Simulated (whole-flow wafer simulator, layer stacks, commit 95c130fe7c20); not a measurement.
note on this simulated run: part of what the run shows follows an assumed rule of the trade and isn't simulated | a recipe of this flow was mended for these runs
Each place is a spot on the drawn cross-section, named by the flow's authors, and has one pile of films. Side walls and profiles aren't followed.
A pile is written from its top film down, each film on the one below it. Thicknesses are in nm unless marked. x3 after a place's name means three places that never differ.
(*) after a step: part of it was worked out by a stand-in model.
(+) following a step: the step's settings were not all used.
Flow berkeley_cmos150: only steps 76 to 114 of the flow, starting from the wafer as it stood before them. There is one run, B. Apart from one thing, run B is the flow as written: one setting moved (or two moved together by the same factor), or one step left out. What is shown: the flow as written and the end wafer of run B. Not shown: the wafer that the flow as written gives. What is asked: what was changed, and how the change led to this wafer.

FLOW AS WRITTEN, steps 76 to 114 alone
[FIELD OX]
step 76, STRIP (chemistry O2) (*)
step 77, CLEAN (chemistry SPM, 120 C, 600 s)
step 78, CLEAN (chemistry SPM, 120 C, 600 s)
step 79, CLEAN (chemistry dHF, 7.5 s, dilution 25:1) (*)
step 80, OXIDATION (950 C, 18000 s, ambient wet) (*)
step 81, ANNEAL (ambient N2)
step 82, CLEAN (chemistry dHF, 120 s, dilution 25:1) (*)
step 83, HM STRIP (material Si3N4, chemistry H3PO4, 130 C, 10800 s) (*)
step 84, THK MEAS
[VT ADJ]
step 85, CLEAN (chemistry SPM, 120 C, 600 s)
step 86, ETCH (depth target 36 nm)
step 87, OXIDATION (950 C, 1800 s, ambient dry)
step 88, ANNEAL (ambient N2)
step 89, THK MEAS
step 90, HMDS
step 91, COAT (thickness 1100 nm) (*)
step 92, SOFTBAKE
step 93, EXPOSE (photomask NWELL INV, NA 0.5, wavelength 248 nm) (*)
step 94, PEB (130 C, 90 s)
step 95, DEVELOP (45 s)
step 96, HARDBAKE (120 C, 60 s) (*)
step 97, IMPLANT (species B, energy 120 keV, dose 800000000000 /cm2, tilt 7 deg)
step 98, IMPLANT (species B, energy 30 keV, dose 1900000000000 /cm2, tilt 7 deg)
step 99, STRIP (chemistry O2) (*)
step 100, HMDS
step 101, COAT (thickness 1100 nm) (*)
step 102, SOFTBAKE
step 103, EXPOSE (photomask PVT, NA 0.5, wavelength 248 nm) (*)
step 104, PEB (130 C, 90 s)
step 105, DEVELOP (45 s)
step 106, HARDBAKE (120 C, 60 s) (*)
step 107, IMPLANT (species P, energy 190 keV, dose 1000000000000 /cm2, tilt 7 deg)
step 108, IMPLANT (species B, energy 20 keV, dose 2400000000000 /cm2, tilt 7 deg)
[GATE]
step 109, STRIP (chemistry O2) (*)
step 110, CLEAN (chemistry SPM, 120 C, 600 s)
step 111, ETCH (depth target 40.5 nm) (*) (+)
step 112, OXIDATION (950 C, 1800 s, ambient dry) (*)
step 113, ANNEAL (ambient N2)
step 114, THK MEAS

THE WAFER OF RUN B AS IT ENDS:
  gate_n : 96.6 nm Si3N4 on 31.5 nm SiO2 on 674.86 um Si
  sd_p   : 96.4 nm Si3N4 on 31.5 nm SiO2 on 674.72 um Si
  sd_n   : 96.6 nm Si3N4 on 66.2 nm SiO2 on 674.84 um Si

The reason: step 82, CLEAN: chemistry dHF, 120 s, dilution 25:1 (*), was omitted.

The path from the change to this, step by step:
  step 83, HM STRIP (material Si3N4, chemistry H3PO4, 130 C, 10800 s) (*)
      sd_n, gate_n, contact, m1: SiO2 loses 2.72 (it would be, as written: Si3N4 loses 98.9 (all of it), SiO2 loses 1.88)
      sd_p, gate_p: SiO2 loses 2.72 (it would be, as written: Si3N4 loses 98.7 (all of it), SiO2 loses 1.88)
  step 86, ETCH (depth target 36 nm)
      gate_n, sd_p, gate_p, contact, m1: SiO2 loses 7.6 (all of it), Si3N4 loses 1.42 (it would be, as written: SiO2 loses 29.6 (all of it))
      sd_n: SiO2 loses 7.6 (all of it), Si3N4 loses 1.42 (it would be, as written: SiO2 loses 36)
  step 87, OXIDATION (950 C, 1800 s, ambient dry)
      gate_n, sd_p, gate_p, contact, m1: nothing (it would be, as written: SiO2 gains 20.4 (new film), Si loses 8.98)
      sd_n: nothing (it would be, as written: SiO2 gains 12.1, Si loses 5.32)
  step 91, COAT (thickness 1100 nm) (*)
      field: thick-KrF-resist gains 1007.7 (new film) (it would be, as written: thick-KrF-resist gains 976.2 (new film))
      field_p: thick-KrF-resist gains 1119.1 (new film) (it would be, as written: thick-KrF-resist gains 1087.8 (new film))
      (also at 6 further places)
  step 95, DEVELOP (45 s)
      field: thick-KrF-resist loses 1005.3 (all of it) (it would be, as written: thick-KrF-resist loses 973.9 (all of it))
      sd_n: thick-KrF-resist loses 1174.3 (all of it) (it would be, as written: thick-KrF-resist loses 1239.9 (all of it))
      (also at 3 further places)
  step 99, STRIP (chemistry O2) (*)
      field_p: thick-KrF-resist loses 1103 (all of it) (it would be, as written: thick-KrF-resist loses 1071.8 (all of it))
      sd_p: thick-KrF-resist loses 1252.3 (all of it) (it would be, as written: thick-KrF-resist loses 1300.7 (all of it))
      (also at 1 further place)
  step 101, COAT (thickness 1100 nm) (*)
      field: thick-KrF-resist gains 1007.7 (new film) (it would be, as written: thick-KrF-resist gains 976.2 (new film))
      field_p: thick-KrF-resist gains 1119.1 (new film) (it would be, as written: thick-KrF-resist gains 1087.8 (new film))
      (also at 6 further places)
  step 105, DEVELOP (45 s)
      sd_p: thick-KrF-resist loses 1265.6 (all of it) (it would be, as written: thick-KrF-resist loses 1314 (all of it))
      gate_p: thick-KrF-resist loses 1248 (all of it) (it would be, as written: thick-KrF-resist loses 1288.3 (all of it))
  step 109, STRIP (chemistry O2) (*)
      field: thick-KrF-resist loses 992 (all of it) (it would be, as written: thick-KrF-resist loses 960.6 (all of it))
      field_p: thick-KrF-resist loses 1103 (all of it) (it would be, as written: thick-KrF-resist loses 1071.8 (all of it))
      (also at 4 further places)
  step 111, ETCH (depth target 40.5 nm) (*) (+)
      gate_n, contact, m1: Si3N4 loses 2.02 (it would be, as written: SiO2 loses 20.4 (all of it))
      sd_p, gate_p: Si3N4 loses 2.03 (it would be, as written: SiO2 loses 20.4 (all of it))
      (also at 1 further place)
  step 112, OXIDATION (950 C, 1800 s, ambient dry) (*)
      sd_n, gate_n, sd_p, gate_p, contact, m1: nothing (it would be, as written: SiO2 gains 20.4 (new film), Si loses 8.98)
